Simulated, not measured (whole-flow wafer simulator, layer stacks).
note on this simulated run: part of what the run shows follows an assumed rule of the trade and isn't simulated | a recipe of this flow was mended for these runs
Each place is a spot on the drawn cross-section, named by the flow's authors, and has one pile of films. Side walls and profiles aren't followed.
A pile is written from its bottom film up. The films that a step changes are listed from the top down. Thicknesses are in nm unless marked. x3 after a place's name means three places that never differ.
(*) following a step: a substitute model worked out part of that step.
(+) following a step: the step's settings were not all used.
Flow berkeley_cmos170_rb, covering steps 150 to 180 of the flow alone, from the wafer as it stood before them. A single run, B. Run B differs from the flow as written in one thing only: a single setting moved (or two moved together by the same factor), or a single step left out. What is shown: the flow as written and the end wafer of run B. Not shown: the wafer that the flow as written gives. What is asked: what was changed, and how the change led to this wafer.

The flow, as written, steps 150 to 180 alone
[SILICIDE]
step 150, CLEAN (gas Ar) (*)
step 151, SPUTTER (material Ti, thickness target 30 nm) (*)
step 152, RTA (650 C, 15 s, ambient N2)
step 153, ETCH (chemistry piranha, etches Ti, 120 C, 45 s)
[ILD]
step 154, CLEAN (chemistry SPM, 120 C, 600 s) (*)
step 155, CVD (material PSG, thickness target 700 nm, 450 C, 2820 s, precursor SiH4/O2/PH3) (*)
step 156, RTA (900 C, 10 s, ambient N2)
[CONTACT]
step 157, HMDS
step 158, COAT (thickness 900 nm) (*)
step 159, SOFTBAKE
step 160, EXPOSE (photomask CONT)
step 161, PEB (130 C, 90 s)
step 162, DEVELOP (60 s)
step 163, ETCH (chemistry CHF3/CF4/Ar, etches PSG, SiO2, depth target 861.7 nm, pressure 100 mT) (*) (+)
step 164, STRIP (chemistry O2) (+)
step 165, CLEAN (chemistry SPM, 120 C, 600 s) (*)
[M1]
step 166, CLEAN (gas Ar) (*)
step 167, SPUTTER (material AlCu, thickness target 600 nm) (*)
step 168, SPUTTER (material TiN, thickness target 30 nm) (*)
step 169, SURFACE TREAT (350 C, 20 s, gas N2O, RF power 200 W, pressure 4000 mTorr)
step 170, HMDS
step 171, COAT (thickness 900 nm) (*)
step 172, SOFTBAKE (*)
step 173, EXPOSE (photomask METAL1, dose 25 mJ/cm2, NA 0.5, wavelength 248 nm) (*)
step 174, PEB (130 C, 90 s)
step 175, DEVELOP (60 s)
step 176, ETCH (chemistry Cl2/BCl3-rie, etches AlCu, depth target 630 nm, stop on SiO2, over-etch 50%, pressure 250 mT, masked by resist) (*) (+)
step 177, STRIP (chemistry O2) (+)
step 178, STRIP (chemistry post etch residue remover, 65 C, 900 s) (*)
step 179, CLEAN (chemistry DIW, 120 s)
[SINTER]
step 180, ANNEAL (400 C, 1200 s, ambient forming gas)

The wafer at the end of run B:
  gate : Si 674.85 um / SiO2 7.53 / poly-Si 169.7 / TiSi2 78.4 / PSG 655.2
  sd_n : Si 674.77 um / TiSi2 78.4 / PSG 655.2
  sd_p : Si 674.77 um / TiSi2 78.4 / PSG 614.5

Cause: step 151, SPUTTER: thickness target 60 nm was run, though the flow has thickness target 30 nm.

The path from the change to this, step by step:
  step 151, SPUTTER (material Ti, thickness target 30 nm) (*)
      field, sd_n, spacer_n, gate, spacer_p, gate_p, contact, m1: Ti gains 60 (new film) (as written it would have been: Ti gains 30 (new film))
      sd_p: Ti gains 55.9 (new film) (as written it would have been: Ti gains 27.9 (new film))
  step 152, RTA (650 C, 15 s, ambient N2)
      sd_n, contact, m1: Ti loses 32.8, TiSi first gains 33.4 (new film), TiSi2 C49 gains 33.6 (new film), Si loses 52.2 (as written it would have been: Ti loses 23.4, TiSi first gains 6.2 (new film), TiSi2 C49 gains 50.3 (new film), Si loses 49)
      gate, gate_p: Ti loses 32.8, TiSi first gains 33.4 (new film), TiSi2 C49 gains 33.6 (new film), poly-Si loses 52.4 (as written it would have been: Ti loses 23.4, TiSi first gains 6.2 (new film), TiSi2 C49 gains 50.3 (new film), poly-Si loses 49.2)
      (as well as at 1 more place)
  step 153, ETCH (chemistry piranha, etches Ti, 120 C, 45 s)
      sd_n, gate, gate_p, contact, m1: Ti loses 27.2 (all of it), TiSi first loses 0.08 (as written it would have been: Ti loses 6.6 (all of it), TiSi first loses 0.1)
      field, spacer_n, spacer_p: Ti loses 60 (all of it) (as written it would have been: Ti loses 30 (all of it))
      (as well as at 1 more place)
  step 156, RTA (900 C, 10 s, ambient N2)
      sd_n, contact, m1: under 1 film: TiSi2 gains 78.4 (new film), TiSi first loses 33.3 (all of it), TiSi2 C49 loses 33.6 (all of it), Si loses 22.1 (as written it would have been: under 1 film: TiSi2 gains 55.9 (new film), TiSi first loses 6.09 (all of it), TiSi2 C49 loses 50.3 (all of it), Si loses 4.05)
      gate, gate_p: under 1 film: TiSi2 gains 78.4 (new film), TiSi first loses 33.3 (all of it), TiSi2 C49 loses 33.6 (all of it), poly-Si loses 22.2 (as written it would have been: under 1 film: TiSi2 gains 55.9 (new film), TiSi first loses 6.09 (all of it), TiSi2 C49 loses 50.3 (all of it), poly-Si loses 4.06)
      (as well as at 1 more place)
